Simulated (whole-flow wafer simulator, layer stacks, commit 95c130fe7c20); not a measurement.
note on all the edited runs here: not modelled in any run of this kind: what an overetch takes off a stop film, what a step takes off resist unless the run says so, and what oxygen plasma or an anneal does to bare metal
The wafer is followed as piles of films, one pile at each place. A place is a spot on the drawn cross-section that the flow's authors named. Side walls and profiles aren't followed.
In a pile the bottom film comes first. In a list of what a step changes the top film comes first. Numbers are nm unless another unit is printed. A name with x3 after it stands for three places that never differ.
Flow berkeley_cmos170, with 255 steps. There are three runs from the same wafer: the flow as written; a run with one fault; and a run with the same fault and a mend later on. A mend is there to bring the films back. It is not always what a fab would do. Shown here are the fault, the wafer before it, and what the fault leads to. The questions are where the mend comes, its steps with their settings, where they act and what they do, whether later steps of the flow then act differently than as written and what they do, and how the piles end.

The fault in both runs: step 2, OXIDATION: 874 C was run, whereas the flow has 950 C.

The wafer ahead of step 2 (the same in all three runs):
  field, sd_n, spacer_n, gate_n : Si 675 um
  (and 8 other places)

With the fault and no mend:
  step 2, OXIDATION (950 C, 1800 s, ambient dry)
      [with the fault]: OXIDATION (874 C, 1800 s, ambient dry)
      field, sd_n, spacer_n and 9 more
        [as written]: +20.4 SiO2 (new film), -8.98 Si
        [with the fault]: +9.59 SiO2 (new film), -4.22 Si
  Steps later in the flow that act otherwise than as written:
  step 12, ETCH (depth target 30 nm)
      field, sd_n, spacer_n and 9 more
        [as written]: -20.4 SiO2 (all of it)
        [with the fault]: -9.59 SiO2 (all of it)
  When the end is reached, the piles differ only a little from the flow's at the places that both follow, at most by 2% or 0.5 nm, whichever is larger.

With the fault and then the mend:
  The mend follows step 3.
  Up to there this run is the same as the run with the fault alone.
  step 3a, OXIDATION (950 C, 1214 s, ambient dry) (the flow's step 2, run once more with other settings)
      field, sd_n, spacer_n and 9 more
        +11 SiO2, -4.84 Si
  Every later step of the flow that is run acts as written, at every place that is followed, to within 2% or 0.5 nm, whichever is larger.
  When the end is reached, the piles differ only a little from the flow's at the places that both follow, at most by 2% or 0.5 nm, whichever is larger.
